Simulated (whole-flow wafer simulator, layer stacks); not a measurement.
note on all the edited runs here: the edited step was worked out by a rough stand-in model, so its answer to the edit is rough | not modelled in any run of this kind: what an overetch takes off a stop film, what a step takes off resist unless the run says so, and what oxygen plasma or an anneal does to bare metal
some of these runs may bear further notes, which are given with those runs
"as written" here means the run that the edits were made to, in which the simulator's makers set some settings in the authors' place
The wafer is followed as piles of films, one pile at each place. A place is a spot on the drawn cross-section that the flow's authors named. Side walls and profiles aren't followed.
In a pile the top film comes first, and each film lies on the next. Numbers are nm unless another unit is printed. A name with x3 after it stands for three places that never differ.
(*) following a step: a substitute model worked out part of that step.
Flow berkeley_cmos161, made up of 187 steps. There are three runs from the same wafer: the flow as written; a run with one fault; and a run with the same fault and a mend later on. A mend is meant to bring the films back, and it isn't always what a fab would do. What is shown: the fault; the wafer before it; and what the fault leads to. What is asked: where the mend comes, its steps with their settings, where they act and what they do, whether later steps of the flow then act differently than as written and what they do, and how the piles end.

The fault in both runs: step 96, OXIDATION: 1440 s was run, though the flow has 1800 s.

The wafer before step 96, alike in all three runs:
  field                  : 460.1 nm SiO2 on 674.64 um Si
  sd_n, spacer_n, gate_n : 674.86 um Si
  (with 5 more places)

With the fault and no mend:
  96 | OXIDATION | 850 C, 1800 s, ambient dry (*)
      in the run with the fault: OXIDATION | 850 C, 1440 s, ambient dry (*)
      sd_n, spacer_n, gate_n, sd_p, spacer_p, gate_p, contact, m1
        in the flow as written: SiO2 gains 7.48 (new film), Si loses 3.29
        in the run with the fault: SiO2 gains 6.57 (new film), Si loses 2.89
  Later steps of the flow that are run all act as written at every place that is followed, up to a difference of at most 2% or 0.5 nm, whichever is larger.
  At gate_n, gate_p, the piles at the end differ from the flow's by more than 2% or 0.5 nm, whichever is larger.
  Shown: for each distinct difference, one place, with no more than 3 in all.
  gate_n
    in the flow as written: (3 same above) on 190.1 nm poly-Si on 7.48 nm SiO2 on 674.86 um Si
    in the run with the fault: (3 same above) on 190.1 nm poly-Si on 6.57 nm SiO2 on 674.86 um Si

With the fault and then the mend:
  The mend stands after step 96.
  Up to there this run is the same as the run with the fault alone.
  96a | OXIDATION | 850 C, 360 s, ambient dry (*) (the flow's step 96, run once more with other settings)
      sd_n, spacer_n, gate_n, sd_p, spacer_p, gate_p, contact, m1
        SiO2 gains 0.91, Si loses 0.4
      field
        SiO2 gains 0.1
  Later steps of the flow that are run all act as written at every place that is followed.
  At every place that both follow, the piles at the end match the flow's.
